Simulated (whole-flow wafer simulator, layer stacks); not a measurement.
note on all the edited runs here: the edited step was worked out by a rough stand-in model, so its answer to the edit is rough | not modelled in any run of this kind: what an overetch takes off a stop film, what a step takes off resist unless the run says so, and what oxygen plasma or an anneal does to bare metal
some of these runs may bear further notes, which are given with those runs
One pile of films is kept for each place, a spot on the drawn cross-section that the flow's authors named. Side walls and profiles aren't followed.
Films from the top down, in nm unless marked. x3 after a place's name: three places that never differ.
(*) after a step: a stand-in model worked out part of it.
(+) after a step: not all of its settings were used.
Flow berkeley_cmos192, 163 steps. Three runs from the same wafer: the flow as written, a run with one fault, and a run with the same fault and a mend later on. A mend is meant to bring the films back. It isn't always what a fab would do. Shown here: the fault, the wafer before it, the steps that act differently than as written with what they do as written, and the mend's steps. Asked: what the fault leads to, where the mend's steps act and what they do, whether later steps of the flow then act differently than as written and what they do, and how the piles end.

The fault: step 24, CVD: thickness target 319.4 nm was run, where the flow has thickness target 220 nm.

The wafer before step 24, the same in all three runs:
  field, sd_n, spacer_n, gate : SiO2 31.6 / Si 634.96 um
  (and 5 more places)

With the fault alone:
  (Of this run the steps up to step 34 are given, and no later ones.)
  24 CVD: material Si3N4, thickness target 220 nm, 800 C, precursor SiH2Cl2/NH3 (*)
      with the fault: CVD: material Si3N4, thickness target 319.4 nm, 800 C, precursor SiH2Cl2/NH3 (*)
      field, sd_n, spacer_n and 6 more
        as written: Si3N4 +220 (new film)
        with the fault: Si3N4 +319.4 (new film)
  Later steps of the flow that act differently than as written:
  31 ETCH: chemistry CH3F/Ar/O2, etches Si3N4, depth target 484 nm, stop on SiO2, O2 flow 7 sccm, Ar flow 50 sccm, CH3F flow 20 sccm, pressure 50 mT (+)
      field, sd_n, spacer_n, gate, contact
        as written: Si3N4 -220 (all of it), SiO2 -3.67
        with the fault: Si3N4 -319.4 (all of it), SiO2 -3.67
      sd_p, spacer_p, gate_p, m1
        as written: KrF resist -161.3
        with the fault: KrF resist -227.6
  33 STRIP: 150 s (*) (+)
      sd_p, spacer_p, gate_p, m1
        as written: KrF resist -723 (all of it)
        with the fault: KrF resist -656.8 (all of it)
  After step 34 the piles differ from the flow's by more than 2% or 0.5 nm, whichever is larger, at sd_p, spacer_p, gate_p, m1.
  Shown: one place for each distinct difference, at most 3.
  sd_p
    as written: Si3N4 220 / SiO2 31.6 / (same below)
    with the fault: Si3N4 319.4 / SiO2 31.6 / (same below)

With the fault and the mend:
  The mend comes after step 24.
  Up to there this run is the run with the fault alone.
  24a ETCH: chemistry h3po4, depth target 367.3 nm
      field, sd_n, spacer_n and 6 more
        Si3N4 -319.4 (all of it)
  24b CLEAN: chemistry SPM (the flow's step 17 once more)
      changes no film at any place that is followed
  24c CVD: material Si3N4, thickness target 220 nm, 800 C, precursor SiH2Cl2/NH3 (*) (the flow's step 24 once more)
      field, sd_n, spacer_n and 6 more
        Si3N4 +220 (new film)
  No later step of the flow acts differently than as written at any place that is followed.
  At the end the piles are the same as the flow's at every place that both follow.
